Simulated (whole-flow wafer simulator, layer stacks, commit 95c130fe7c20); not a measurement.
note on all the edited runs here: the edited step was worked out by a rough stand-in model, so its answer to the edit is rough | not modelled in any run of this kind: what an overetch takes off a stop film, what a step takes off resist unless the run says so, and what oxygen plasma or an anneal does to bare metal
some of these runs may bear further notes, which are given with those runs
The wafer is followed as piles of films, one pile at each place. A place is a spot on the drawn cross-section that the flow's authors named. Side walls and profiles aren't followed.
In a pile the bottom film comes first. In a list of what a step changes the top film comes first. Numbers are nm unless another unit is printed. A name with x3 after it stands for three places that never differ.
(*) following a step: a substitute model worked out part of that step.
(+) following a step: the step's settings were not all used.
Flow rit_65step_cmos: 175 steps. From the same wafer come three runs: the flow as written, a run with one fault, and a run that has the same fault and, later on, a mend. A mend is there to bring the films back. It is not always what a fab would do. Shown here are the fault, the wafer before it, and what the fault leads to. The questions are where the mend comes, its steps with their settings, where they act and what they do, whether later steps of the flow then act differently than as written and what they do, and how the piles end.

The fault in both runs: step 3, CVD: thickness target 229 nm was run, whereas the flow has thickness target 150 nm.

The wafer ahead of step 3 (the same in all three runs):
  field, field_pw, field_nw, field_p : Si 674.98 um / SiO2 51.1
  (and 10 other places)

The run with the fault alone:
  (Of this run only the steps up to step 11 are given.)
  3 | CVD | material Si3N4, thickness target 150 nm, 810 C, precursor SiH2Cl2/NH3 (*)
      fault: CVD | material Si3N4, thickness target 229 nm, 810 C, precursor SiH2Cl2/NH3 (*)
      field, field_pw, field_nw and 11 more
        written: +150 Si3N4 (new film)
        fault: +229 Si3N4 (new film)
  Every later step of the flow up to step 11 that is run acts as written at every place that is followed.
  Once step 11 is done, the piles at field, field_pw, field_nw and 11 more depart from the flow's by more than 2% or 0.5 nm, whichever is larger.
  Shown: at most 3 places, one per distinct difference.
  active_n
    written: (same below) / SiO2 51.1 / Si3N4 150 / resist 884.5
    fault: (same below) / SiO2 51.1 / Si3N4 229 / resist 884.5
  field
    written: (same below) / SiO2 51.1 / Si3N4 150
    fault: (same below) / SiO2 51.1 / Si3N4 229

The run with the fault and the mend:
  After step 4 comes the mend.
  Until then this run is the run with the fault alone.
  4a | ETCHBACK | chemistry SF6/CHF3, etches Si3N4, depth target 79 nm, CHF3 flow 30 sccm, pressure 40 mT (*) (+)
      field, field_pw, field_nw and 11 more
        -79 Si3N4
  Every later step of the flow that is run acts as written at every place that is followed.
  The piles end the same as the flow's at every place that both follow.
